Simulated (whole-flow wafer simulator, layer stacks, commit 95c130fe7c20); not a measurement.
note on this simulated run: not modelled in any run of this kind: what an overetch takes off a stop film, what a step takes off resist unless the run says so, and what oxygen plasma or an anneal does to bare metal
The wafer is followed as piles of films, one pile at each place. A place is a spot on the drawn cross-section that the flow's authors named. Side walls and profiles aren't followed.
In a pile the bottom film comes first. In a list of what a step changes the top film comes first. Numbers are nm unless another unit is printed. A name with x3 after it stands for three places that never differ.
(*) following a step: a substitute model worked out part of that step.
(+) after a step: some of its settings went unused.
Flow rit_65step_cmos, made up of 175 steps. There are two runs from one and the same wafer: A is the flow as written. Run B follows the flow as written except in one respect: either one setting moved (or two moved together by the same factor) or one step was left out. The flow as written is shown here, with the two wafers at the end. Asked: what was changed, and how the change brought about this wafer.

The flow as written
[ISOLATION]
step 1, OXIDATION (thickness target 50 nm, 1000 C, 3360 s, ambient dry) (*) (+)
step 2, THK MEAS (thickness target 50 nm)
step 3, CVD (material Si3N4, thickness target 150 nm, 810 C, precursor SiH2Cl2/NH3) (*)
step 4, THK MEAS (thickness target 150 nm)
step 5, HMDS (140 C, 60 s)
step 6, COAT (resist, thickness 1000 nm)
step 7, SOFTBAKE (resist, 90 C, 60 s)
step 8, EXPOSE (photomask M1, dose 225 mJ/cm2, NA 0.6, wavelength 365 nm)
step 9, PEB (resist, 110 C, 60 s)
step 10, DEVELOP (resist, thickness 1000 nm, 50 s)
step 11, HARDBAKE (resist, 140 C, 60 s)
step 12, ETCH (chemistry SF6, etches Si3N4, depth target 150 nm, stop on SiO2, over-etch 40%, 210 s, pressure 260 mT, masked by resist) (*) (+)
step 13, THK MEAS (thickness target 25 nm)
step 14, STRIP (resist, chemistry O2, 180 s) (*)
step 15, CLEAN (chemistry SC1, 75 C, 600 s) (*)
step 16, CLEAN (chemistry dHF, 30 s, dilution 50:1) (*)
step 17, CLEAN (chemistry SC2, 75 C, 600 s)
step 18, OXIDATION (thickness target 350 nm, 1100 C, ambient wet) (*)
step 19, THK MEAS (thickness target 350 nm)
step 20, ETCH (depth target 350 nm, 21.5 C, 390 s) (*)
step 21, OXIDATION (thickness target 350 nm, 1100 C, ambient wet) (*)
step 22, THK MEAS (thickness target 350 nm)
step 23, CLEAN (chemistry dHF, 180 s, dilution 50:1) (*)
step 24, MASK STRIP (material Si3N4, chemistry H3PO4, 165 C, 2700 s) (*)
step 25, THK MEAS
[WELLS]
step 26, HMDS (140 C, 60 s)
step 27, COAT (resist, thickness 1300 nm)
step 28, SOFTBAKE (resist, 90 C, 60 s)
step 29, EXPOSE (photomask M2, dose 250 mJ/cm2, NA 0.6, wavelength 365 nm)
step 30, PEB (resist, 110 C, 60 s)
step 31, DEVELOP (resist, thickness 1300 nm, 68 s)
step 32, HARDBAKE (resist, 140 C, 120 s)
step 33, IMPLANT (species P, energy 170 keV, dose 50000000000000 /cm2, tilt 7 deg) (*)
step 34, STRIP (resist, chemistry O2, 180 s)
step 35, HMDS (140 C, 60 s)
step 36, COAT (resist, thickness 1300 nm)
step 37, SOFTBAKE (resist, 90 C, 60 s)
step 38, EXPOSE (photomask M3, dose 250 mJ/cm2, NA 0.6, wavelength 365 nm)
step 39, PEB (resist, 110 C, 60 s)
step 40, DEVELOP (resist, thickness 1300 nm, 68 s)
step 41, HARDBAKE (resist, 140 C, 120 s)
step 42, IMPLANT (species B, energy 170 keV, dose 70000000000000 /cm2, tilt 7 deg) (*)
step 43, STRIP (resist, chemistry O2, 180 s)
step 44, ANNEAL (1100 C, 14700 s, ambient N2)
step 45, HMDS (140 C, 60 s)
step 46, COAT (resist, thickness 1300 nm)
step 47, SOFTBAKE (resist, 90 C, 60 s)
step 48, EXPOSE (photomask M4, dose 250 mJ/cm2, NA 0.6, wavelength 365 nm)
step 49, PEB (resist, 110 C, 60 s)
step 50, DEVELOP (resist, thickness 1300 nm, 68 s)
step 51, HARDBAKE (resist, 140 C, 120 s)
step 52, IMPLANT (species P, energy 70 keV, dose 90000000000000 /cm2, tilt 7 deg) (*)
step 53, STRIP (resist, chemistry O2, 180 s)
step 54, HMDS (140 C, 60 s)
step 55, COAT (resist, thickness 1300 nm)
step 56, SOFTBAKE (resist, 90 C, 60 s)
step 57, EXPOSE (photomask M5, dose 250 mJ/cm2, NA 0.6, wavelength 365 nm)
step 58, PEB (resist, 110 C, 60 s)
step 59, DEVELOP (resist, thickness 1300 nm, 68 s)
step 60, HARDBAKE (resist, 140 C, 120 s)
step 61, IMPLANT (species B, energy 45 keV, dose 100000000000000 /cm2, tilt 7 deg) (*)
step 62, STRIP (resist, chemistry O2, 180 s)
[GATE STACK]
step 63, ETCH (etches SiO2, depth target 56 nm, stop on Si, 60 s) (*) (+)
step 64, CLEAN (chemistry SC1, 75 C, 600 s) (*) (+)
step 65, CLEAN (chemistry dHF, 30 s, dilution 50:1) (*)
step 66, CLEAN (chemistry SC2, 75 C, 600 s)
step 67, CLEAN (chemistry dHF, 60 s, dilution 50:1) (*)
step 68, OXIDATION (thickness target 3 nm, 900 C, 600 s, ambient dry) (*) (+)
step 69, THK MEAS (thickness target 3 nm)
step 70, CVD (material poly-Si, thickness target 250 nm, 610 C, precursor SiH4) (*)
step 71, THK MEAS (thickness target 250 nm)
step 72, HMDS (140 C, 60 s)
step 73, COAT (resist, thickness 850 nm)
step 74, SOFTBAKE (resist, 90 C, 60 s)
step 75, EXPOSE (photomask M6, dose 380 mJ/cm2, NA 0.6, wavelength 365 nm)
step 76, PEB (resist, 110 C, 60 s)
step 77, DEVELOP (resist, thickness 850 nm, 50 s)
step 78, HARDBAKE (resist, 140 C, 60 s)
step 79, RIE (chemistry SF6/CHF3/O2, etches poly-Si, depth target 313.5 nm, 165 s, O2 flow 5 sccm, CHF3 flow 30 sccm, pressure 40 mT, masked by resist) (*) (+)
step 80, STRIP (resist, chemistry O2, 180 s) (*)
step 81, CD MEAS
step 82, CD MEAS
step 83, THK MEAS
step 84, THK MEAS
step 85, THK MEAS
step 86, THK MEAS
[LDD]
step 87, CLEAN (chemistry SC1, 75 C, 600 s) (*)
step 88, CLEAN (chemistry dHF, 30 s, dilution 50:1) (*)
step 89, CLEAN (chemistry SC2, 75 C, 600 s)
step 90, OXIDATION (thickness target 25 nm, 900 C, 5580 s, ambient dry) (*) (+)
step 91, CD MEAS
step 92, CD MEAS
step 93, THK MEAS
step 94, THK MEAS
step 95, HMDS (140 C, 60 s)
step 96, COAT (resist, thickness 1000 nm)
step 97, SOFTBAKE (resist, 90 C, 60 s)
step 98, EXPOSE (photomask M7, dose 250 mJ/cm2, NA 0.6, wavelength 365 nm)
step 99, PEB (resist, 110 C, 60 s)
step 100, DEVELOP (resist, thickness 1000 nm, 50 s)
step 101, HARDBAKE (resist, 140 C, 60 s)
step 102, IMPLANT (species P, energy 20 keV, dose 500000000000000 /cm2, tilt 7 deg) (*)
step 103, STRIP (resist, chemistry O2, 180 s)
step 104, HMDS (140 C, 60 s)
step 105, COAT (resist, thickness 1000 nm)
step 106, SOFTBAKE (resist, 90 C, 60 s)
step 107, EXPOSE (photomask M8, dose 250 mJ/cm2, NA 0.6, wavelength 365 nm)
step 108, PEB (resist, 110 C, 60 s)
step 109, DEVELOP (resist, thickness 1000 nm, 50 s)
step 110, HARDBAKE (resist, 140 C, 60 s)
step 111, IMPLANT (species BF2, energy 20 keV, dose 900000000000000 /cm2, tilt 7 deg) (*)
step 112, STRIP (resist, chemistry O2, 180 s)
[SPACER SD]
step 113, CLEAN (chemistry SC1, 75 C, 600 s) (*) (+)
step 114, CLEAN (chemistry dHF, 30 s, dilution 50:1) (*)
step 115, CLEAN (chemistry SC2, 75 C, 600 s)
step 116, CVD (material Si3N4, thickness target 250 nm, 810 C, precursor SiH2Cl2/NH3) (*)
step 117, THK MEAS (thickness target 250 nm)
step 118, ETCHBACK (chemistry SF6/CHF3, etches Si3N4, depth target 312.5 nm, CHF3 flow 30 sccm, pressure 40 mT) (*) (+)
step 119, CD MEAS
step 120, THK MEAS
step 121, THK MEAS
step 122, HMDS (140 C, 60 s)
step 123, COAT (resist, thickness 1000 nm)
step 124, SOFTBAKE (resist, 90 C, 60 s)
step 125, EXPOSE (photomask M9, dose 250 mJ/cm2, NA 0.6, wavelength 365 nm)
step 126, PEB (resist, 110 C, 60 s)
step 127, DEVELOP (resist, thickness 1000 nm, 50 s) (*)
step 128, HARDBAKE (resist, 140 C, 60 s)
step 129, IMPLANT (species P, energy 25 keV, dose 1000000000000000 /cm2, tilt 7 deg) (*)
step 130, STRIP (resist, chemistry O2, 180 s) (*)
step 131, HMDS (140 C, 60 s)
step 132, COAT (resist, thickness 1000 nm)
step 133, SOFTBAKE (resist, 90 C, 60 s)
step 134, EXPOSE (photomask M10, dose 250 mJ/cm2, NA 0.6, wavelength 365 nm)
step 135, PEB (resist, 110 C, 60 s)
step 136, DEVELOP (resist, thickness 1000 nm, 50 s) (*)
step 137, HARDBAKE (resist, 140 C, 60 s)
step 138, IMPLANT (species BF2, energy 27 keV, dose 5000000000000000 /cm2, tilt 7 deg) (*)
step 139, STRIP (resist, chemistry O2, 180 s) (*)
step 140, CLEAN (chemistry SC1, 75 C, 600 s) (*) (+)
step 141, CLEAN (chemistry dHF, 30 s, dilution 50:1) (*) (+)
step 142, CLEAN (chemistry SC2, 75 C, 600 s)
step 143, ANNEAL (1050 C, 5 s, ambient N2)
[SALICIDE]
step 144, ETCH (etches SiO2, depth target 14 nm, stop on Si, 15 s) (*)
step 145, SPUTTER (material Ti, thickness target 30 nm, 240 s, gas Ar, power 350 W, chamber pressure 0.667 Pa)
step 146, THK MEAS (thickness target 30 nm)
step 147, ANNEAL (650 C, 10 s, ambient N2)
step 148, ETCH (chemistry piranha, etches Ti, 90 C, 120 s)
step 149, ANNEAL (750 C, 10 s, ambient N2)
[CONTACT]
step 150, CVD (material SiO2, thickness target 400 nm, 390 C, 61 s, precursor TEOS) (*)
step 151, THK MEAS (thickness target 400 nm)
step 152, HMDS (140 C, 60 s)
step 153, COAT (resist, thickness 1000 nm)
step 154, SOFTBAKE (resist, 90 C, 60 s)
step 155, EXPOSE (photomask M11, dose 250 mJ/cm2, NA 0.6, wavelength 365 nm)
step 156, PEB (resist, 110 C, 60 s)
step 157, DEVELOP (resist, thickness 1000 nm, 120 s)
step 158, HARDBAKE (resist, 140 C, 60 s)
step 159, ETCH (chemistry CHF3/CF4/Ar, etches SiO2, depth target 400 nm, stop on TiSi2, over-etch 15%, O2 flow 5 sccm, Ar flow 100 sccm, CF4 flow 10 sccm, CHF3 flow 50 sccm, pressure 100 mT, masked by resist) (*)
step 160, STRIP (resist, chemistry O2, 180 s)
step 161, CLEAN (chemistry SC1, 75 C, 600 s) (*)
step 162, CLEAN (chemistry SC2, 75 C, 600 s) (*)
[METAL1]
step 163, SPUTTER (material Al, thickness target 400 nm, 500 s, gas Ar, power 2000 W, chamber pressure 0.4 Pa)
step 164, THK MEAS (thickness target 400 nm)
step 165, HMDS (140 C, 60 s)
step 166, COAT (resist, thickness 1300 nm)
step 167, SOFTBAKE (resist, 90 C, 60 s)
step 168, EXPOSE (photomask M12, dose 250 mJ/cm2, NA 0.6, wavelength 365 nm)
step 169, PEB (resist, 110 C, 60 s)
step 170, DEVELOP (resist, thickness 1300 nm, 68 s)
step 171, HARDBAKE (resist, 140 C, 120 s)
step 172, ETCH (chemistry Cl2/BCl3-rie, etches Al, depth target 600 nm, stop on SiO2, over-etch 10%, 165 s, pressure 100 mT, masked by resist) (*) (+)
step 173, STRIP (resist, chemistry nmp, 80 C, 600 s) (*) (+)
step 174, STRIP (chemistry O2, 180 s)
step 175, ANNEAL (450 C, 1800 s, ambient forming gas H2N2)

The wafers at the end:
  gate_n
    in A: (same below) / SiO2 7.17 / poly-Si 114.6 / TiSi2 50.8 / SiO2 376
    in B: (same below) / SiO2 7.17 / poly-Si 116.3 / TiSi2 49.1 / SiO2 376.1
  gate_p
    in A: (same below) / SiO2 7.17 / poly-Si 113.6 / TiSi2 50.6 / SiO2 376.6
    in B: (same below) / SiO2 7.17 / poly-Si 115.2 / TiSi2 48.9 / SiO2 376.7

The reason: step 145, SPUTTER: thickness target 29 nm was run, while the flow as written has thickness target 30 nm.

The path from the change to this, step by step:
  step 145, SPUTTER (material Ti, thickness target 30 nm, 240 s, gas Ar, power 350 W, chamber pressure 0.667 Pa)
      field, field_pw, field_nw, field_p, spacer, spacer_p: A +30 Ti (new film) | B +29 Ti (new film)
      gate_n: A +27.3 Ti (new film) | B +26.4 Ti (new film)
      (and at 1 other place as well)
  step 147, ANNEAL (650 C, 10 s, ambient N2)
      gate_n: A -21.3 Ti, +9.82 TiSi first (new film), +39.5 TiSi2 C49 (new film), -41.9 poly-Si | B -20.6 Ti, +7.93 TiSi first (new film), +40.5 TiSi2 C49 (new film), -41.6 poly-Si
      gate_p: A -21.2 Ti, +9.56 TiSi first (new film), +39.6 TiSi2 C49 (new film), -41.9 poly-Si | B -20.5 Ti, +7.69 TiSi first (new film), +40.6 TiSi2 C49 (new film), -41.5 poly-Si
  step 148, ETCH (chemistry piranha, etches Ti, 90 C, 120 s)
      field, field_pw, field_nw, field_p, spacer, spacer_p: A -30 Ti (all of it) | B -29 Ti (all of it)
  step 149, ANNEAL (750 C, 10 s, ambient N2)
      gate_n: A +50.8 TiSi2 (new film), -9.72 TiSi first (all of it), -39.5 TiSi2 C49 (all of it), -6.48 poly-Si | B +49.1 TiSi2 (new film), -7.83 TiSi first (all of it), -40.5 TiSi2 C49 (all of it), -5.22 poly-Si
      gate_p: A +50.6 TiSi2 (new film), -9.46 TiSi first (all of it), -39.6 TiSi2 C49 (all of it), -6.31 poly-Si | B +48.9 TiSi2 (new film), -7.59 TiSi first (all of it), -40.6 TiSi2 C49 (all of it), -5.06 poly-Si
